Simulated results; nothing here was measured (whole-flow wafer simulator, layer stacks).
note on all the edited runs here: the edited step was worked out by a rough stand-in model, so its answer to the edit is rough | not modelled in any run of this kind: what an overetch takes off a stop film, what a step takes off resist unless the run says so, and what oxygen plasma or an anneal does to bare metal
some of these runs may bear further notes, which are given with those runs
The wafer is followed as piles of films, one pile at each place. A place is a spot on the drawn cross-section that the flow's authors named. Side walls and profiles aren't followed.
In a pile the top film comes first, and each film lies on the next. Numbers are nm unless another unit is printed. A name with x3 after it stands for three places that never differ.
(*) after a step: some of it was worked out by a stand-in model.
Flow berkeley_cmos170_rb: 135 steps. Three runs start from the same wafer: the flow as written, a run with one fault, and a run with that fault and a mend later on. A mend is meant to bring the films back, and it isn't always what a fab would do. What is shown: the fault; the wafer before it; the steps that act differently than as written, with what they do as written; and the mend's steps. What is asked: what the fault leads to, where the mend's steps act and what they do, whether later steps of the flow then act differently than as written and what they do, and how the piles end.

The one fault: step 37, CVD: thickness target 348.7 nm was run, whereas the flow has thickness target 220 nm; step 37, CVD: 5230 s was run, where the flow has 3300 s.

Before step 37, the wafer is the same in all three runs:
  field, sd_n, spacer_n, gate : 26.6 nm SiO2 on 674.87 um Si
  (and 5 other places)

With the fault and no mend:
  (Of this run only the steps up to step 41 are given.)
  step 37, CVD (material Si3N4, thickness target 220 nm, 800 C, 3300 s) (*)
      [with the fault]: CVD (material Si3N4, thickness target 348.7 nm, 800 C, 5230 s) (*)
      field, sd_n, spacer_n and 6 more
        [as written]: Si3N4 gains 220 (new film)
        [with the fault]: Si3N4 gains 348.7 (new film)
  Every later step of the flow up to step 41 that is run acts as written at every place that is followed.
  The piles after step 41 differ from the flow's at field, sd_n, spacer_n and 6 more by more than 2% or 0.5 nm, whichever is larger.
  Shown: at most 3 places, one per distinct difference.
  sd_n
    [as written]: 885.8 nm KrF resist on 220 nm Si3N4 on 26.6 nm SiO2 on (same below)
    [with the fault]: 885.8 nm KrF resist on 348.7 nm Si3N4 on 26.6 nm SiO2 on (same below)
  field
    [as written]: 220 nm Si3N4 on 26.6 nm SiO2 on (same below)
    [with the fault]: 348.7 nm Si3N4 on 26.6 nm SiO2 on (same below)

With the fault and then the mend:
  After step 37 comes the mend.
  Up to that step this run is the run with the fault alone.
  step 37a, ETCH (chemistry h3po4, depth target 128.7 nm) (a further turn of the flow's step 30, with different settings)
      field, sd_n, spacer_n and 6 more
        Si3N4 loses 128.7
  Every later step of the flow that is run acts as written at every place that is followed.
  At every place that both follow, the piles at the end match the flow's.
